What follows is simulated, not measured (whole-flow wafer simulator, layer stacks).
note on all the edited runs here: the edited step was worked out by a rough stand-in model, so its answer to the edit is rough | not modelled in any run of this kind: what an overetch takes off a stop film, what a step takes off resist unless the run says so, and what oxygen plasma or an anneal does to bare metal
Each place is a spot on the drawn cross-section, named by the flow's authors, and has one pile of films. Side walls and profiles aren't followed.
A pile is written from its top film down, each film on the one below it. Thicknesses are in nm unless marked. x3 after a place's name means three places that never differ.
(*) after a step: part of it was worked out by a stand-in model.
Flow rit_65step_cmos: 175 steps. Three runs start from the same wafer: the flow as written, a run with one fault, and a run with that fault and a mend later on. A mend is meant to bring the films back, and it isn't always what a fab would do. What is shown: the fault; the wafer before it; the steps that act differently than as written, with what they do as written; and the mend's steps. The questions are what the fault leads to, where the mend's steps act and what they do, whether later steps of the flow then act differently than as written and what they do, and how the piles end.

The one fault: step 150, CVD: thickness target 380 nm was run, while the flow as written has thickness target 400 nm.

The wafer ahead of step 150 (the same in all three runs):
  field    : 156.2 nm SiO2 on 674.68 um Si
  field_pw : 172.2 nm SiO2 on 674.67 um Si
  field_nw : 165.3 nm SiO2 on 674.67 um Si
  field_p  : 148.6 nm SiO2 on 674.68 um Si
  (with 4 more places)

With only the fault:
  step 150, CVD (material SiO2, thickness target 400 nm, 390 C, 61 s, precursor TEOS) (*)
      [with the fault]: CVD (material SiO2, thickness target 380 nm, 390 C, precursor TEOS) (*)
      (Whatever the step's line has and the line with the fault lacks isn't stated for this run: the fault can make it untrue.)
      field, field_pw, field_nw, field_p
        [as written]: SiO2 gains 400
        [with the fault]: SiO2 gains 380
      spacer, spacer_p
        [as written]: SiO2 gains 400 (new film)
        [with the fault]: SiO2 gains 380 (new film)
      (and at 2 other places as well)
  Steps further on in the flow that do not act as written (not shown: 10 more steps that differ only slightly, by at most 2% or 0.5 nm, whichever is larger):
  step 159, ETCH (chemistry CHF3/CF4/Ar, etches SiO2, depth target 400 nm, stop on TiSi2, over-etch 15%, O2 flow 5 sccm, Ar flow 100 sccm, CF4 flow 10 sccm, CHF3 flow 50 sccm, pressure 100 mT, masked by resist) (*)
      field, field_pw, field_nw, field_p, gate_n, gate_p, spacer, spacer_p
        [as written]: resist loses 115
        [with the fault]: resist loses 109.2
  By the end, the piles at field, field_pw, field_nw, field_p, gate_n, gate_p, spacer, spacer_p depart from the flow's by more than 2% or 0.5 nm, whichever is larger.
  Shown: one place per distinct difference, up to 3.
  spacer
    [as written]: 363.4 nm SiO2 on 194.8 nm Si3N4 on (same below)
    [with the fault]: 343.4 nm SiO2 on 194.8 nm Si3N4 on (same below)
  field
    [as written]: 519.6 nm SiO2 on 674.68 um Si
    [with the fault]: 499.6 nm SiO2 on 674.68 um Si
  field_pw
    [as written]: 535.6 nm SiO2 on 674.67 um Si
    [with the fault]: 515.6 nm SiO2 on 674.67 um Si

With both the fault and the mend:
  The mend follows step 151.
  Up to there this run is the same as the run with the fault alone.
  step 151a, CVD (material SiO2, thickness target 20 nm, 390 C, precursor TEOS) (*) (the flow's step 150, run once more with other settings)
      field, field_pw, field_nw, field_p, gate_n, gate_p, spacer, spacer_p
        SiO2 gains 20
  Later steps of the flow that are run all act as written at every place that is followed, up to a difference of at most 2% or 0.5 nm, whichever is larger.
  At the end the piles are close to the flow's at the places that both follow, differing by at most 2% or 0.5 nm, whichever is larger.
